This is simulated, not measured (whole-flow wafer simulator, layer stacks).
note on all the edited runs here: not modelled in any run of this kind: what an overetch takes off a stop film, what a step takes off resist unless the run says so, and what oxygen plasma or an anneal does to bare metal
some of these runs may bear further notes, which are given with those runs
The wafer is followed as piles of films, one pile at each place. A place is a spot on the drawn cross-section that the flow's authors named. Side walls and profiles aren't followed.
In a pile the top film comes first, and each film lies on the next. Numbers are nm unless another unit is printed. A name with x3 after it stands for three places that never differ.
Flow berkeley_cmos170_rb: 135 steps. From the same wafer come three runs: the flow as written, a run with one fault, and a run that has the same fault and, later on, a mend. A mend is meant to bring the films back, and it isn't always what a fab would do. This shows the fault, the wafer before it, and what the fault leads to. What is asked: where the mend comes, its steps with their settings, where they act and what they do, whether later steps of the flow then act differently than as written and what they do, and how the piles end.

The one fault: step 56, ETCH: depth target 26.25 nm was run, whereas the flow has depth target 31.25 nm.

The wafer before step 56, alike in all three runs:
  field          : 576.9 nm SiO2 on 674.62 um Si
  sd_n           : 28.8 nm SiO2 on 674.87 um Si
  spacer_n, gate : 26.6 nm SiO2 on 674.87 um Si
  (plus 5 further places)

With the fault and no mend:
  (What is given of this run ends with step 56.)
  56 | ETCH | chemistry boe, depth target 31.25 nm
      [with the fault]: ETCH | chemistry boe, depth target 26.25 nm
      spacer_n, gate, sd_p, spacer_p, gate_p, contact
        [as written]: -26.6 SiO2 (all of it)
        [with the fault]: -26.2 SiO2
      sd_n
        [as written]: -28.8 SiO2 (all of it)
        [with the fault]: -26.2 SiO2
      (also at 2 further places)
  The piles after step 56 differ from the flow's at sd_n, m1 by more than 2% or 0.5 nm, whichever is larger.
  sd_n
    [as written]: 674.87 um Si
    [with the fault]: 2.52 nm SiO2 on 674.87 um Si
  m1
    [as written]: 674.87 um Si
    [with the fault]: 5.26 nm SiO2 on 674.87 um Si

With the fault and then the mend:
  The mend stands after step 56.
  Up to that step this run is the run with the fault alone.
  56a | ETCH | chemistry boe, depth target 5 nm (a further turn of the flow's step 56, with different settings)
      spacer_n, spacer_p, gate_p, contact
        -0.3 SiO2 (all of it)
      gate, sd_p
        -0.38 SiO2 (all of it)
      field
        -5 SiO2
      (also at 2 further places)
  None of the later steps of the flow differs from how it acts as written, at any place that is followed, by more than 2% or 0.5 nm, whichever is larger.
  At every place that both follow, the piles at the end match the flow's.
